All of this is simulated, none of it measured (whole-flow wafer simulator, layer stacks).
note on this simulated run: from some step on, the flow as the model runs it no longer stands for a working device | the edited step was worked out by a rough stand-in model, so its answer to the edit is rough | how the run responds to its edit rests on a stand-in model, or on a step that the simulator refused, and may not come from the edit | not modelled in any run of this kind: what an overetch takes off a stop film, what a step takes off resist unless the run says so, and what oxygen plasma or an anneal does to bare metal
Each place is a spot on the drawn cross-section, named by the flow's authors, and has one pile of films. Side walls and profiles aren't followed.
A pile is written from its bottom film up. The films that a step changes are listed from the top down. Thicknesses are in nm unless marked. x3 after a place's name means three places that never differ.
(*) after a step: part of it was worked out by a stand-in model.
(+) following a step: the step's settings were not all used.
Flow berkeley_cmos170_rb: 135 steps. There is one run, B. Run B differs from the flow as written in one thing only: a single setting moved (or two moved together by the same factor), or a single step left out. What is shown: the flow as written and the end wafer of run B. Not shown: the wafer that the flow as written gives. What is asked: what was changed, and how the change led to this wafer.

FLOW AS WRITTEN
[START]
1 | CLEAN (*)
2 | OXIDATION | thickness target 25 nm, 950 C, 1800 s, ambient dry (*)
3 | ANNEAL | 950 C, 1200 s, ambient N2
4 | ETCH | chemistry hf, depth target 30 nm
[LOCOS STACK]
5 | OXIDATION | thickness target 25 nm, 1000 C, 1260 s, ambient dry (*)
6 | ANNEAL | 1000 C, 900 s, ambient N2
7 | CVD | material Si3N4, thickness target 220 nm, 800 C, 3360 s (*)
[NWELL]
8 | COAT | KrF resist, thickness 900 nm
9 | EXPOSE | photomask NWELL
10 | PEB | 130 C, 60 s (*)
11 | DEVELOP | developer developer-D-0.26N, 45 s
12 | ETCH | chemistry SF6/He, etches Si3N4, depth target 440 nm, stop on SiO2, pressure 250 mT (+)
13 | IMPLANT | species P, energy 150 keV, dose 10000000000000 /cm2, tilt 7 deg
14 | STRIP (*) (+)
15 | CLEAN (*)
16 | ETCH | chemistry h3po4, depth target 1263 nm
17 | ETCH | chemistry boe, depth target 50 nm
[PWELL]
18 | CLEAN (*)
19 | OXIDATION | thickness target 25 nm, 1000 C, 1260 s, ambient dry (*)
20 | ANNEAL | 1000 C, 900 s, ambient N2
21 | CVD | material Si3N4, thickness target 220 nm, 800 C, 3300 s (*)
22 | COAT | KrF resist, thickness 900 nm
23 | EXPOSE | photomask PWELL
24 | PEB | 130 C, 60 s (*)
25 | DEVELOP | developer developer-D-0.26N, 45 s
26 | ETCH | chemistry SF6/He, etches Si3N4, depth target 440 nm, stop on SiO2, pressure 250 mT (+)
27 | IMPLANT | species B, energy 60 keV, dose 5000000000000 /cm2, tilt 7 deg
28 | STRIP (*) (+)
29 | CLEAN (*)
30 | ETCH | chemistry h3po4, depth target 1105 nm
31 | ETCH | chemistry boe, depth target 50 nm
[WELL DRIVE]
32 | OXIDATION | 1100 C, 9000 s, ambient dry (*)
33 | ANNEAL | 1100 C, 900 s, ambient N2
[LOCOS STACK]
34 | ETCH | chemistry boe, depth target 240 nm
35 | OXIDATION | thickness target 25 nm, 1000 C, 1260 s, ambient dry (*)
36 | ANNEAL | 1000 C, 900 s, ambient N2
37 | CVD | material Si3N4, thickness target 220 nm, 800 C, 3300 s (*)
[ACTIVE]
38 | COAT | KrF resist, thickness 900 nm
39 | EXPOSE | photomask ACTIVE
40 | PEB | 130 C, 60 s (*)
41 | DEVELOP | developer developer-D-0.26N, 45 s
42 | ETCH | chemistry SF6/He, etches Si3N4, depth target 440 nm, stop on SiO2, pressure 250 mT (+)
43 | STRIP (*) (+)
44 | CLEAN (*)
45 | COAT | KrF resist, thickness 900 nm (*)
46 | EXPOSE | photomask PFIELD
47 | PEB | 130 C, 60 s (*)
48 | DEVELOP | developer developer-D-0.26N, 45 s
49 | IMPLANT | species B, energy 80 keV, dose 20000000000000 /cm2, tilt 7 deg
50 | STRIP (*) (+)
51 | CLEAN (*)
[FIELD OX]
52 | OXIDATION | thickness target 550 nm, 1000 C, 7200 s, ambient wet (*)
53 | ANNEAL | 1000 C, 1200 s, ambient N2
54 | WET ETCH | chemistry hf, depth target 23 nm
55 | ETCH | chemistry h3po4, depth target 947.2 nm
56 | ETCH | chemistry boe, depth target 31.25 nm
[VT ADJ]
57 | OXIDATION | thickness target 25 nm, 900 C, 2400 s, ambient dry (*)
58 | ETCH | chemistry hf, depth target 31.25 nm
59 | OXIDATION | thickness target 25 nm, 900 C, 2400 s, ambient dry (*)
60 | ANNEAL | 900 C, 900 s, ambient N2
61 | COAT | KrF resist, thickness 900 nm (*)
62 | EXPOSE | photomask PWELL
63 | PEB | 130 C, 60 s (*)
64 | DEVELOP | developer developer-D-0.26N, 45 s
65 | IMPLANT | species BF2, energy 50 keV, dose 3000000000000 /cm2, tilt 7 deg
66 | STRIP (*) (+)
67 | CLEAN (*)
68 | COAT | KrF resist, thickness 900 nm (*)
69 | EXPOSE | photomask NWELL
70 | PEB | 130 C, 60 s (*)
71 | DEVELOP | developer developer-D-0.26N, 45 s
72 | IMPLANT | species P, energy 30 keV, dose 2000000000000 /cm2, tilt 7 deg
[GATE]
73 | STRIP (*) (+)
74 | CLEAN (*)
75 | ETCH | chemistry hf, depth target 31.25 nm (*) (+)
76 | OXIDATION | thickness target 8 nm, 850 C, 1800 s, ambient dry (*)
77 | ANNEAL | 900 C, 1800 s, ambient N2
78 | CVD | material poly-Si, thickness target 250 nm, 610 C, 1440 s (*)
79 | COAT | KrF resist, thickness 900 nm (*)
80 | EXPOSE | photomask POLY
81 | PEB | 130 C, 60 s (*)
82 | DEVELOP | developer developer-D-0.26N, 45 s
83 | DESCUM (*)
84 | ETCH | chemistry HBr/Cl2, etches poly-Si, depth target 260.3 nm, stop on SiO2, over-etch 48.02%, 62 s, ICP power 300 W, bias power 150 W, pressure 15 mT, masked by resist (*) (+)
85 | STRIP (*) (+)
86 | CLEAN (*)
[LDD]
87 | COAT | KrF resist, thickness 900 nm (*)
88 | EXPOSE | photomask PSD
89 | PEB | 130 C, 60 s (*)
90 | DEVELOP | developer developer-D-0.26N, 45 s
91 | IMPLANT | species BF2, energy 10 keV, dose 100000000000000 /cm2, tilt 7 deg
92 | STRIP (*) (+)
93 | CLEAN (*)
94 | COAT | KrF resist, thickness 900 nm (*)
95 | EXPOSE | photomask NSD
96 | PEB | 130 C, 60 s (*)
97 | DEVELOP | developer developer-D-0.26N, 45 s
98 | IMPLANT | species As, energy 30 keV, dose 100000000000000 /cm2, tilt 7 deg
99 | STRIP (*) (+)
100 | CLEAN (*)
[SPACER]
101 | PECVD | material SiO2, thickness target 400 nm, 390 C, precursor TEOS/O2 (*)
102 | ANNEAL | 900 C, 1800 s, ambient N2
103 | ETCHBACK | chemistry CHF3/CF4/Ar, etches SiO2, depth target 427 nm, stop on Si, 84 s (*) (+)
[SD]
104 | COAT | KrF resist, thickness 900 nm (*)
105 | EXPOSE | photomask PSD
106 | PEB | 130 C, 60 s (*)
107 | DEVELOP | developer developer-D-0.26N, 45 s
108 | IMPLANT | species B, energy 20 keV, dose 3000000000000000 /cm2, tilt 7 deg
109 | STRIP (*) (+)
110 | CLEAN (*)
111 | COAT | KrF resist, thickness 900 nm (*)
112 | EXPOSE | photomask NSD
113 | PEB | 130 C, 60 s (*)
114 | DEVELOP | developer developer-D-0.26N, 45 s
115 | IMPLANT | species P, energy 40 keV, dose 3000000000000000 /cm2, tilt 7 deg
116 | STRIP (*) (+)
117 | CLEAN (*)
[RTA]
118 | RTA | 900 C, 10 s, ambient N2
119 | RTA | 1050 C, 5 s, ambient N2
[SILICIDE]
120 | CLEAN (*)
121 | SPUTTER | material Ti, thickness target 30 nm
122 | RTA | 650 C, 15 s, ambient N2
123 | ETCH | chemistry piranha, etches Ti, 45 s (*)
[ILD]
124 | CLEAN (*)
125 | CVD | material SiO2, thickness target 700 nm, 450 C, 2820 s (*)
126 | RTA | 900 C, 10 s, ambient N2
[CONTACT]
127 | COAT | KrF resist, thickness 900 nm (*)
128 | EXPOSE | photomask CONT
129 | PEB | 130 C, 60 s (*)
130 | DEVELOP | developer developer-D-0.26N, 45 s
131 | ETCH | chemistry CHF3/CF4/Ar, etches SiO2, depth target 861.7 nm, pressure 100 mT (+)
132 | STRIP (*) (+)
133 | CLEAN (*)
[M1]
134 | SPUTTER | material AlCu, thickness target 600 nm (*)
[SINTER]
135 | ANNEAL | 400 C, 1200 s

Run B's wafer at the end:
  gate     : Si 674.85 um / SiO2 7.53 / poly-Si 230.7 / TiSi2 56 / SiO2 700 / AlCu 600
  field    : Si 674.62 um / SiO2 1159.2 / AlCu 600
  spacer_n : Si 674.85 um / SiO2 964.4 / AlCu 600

The reason: step 78, CVD: thickness target 284 nm was run, while the flow as written has thickness target 250 nm; step 78, CVD: 1637 s was run, where the flow has 1440 s.

The path from the change to this, step by step:
  78 | CVD | material poly-Si, thickness target 250 nm, 610 C, 1440 s (*)
      field, sd_n, spacer_n and 6 more: poly-Si gains 284 (new film) (in the flow as written it would be: poly-Si gains 250 (new film))
  84 | ETCH | chemistry HBr/Cl2, etches poly-Si, depth target 260.3 nm, stop on SiO2, over-etch 48.02%, 62 s, ICP power 300 W, bias power 150 W, pressure 15 mT, masked by resist (*) (+)
      field, sd_n, spacer_n, sd_p, spacer_p, contact, m1: poly-Si loses 284 (all of it), SiO2 loses 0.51 (in the flow as written it would be: poly-Si loses 250 (all of it), SiO2 loses 1.42)
  87 | COAT | KrF resist, thickness 900 nm (*)
      gate: KrF resist gains 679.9 (new film) (in the flow as written it would be: KrF resist gains 706 (new film))
      gate_p: KrF resist gains 680.3 (new film) (in the flow as written it would be: KrF resist gains 706.3 (new film))
  90 | DEVELOP | developer developer-D-0.26N, 45 s
      gate_p: KrF resist loses 680.3 (all of it) (in the flow as written it would be: KrF resist loses 706.3 (all of it))
  92 | STRIP (*) (+)
      gate: KrF resist loses 665.7 (all of it) (in the flow as written it would be: KrF resist loses 691.8 (all of it))
  94 | COAT | KrF resist, thickness 900 nm (*)
      gate: KrF resist gains 679.9 (new film) (in the flow as written it would be: KrF resist gains 706 (new film))
      gate_p: KrF resist gains 680.3 (new film) (in the flow as written it would be: KrF resist gains 706.3 (new film))
  97 | DEVELOP | developer developer-D-0.26N, 45 s
      gate: KrF resist loses 679.9 (all of it) (in the flow as written it would be: KrF resist loses 706 (all of it))
  99 | STRIP (*) (+)
      gate_p: KrF resist loses 666.1 (all of it) (in the flow as written it would be: KrF resist loses 692.1 (all of it))
  103 | ETCHBACK | chemistry CHF3/CF4/Ar, etches SiO2, depth target 427 nm, stop on Si, 84 s (*) (+)
      spacer_n, spacer_p: SiO2 loses 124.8 (in the flow as written it would be: SiO2 loses 157.9)
  104 | COAT | KrF resist, thickness 900 nm (*)
      spacer_n: KrF resist gains 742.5 (new film) (in the flow as written it would be: KrF resist gains 766.3 (new film))
      gate: KrF resist gains 718.9 (new film) (in the flow as written it would be: KrF resist gains 742.1 (new film))
      (as well as at 2 more places)
  107 | DEVELOP | developer developer-D-0.26N, 45 s
      spacer_p: KrF resist loses 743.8 (all of it) (in the flow as written it would be: KrF resist loses 767.7 (all of it))
      gate_p: KrF resist loses 719.9 (all of it) (in the flow as written it would be: KrF resist loses 743.2 (all of it))
  109 | STRIP (*) (+)
      spacer_n: KrF resist loses 728.3 (all of it) (in the flow as written it would be: KrF resist loses 752.1 (all of it))
      gate: KrF resist loses 704.7 (all of it) (in the flow as written it would be: KrF resist loses 727.9 (all of it))
  111 | COAT | KrF resist, thickness 900 nm (*)
      spacer_n: KrF resist gains 742.5 (new film) (in the flow as written it would be: KrF resist gains 766.3 (new film))
      gate: KrF resist gains 718.9 (new film) (in the flow as written it would be: KrF resist gains 742.1 (new film))
      (as well as at 2 more places)
  114 | DEVELOP | developer developer-D-0.26N, 45 s
      spacer_n: KrF resist loses 742.5 (all of it) (in the flow as written it would be: KrF resist loses 766.3 (all of it))
      gate: KrF resist loses 718.9 (all of it) (in the flow as written it would be: KrF resist loses 742.1 (all of it))
  116 | STRIP (*) (+)
      spacer_p: KrF resist loses 729.6 (all of it) (in the flow as written it would be: KrF resist loses 753.5 (all of it))
      gate_p: KrF resist loses 705.7 (all of it) (in the flow as written it would be: KrF resist loses 729 (all of it))
  132 | STRIP (*) (+)
      spacer_n: KrF resist loses 574.7 (all of it) (in the flow as written it would be: KrF resist loses 590.2 (all of it))
      gate: KrF resist loses 555.6 (all of it) (in the flow as written it would be: KrF resist loses 568.8 (all of it))
      (as well as at 2 more places)
